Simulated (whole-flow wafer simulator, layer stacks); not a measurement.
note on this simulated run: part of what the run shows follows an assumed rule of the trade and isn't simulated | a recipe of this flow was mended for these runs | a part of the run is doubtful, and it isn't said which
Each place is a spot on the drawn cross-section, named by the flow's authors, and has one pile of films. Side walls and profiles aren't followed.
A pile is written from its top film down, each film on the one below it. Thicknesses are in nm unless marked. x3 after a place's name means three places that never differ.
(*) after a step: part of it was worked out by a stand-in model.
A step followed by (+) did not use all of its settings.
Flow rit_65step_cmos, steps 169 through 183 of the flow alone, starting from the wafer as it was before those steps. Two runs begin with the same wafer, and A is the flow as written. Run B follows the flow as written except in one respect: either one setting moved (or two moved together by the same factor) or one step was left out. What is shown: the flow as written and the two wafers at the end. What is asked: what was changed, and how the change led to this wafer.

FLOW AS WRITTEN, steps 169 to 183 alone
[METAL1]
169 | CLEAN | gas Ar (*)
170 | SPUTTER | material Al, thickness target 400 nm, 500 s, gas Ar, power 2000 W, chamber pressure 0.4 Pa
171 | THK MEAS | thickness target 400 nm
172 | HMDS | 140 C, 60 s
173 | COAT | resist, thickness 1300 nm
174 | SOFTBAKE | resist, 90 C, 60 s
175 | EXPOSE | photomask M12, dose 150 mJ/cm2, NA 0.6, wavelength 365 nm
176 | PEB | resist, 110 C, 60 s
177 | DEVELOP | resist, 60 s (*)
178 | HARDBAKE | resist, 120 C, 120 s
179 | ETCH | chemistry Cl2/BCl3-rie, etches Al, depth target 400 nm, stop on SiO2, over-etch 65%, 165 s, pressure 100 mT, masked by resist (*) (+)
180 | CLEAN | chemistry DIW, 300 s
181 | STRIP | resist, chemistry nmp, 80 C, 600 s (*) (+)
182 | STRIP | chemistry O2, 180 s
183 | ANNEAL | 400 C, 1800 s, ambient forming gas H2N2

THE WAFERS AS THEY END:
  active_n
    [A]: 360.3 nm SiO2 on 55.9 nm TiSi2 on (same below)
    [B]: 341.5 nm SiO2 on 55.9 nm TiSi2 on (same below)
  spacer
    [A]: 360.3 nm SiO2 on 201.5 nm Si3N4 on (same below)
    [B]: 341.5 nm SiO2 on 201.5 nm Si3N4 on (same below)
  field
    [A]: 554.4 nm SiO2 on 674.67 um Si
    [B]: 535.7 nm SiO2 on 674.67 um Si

Cause: step 170, SPUTTER: thickness target 250 nm was run, while the flow as written has thickness target 400 nm; step 170, SPUTTER: 310 s was run, where the flow has 500 s.

How this came from the change, step by step:
  170 | SPUTTER | material Al, thickness target 400 nm, 500 s, gas Ar, power 2000 W, chamber pressure 0.4 Pa
      field, field_pw, field_nw and 10 more: A +400 Al (new film) | B +250 Al (new film)
      contact: A +255.4 Al (new film) | B +164.5 Al (new film)
  173 | COAT | resist, thickness 1300 nm
      contact: A +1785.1 resist (new film) | B +1726 resist (new film)
  176 | PEB | resist, 110 C, 60 s
      contact: A -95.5 resist | B -92.2 resist
  178 | HARDBAKE | resist, 120 C, 120 s
      contact: A -62.1 resist | B -59.8 resist
  179 | ETCH | chemistry Cl2/BCl3-rie, etches Al, depth target 400 nm, stop on SiO2, over-etch 65%, 165 s, pressure 100 mT, masked by resist (*) (+)
      field, field_pw, field_nw and 9 more: A -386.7 Al (all of it), -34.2 SiO2 | B -236.7 Al (all of it), -52.9 SiO2
  181 | STRIP | resist, chemistry nmp, 80 C, 600 s (*) (+)
      contact: A -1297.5 resist (all of it) | B -1244 resist (all of it)
